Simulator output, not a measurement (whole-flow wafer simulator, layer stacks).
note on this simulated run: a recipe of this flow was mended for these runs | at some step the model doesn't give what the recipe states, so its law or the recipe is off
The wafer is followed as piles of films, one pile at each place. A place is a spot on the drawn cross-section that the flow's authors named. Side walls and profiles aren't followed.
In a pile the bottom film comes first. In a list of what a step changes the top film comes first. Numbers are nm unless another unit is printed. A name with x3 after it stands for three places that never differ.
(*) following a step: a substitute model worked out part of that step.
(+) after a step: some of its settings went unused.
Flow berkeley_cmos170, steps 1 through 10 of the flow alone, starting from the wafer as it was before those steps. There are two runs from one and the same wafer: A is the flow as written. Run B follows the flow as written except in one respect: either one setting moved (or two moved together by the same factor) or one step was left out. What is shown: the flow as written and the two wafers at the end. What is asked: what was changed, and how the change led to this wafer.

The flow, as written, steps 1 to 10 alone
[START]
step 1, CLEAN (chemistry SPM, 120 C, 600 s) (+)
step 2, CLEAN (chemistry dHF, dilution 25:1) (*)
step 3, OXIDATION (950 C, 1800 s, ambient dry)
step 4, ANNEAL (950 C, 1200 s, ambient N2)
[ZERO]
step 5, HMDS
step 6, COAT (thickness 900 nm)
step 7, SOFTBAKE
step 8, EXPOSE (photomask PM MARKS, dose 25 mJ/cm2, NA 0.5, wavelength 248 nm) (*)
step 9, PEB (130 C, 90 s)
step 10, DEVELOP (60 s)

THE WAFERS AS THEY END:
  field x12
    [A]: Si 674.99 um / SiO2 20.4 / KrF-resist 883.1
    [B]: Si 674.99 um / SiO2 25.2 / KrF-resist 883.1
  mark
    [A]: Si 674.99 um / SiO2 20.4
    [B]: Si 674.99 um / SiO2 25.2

What caused this: step 3, OXIDATION: 973 C was run, though the flow has 950 C.

The path from the change to this, step by step:
  step 3, OXIDATION (950 C, 1800 s, ambient dry)
      field x12, mark: A +20.4 SiO2 (new film), -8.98 Si | B +25.2 SiO2 (new film), -11.1 Si
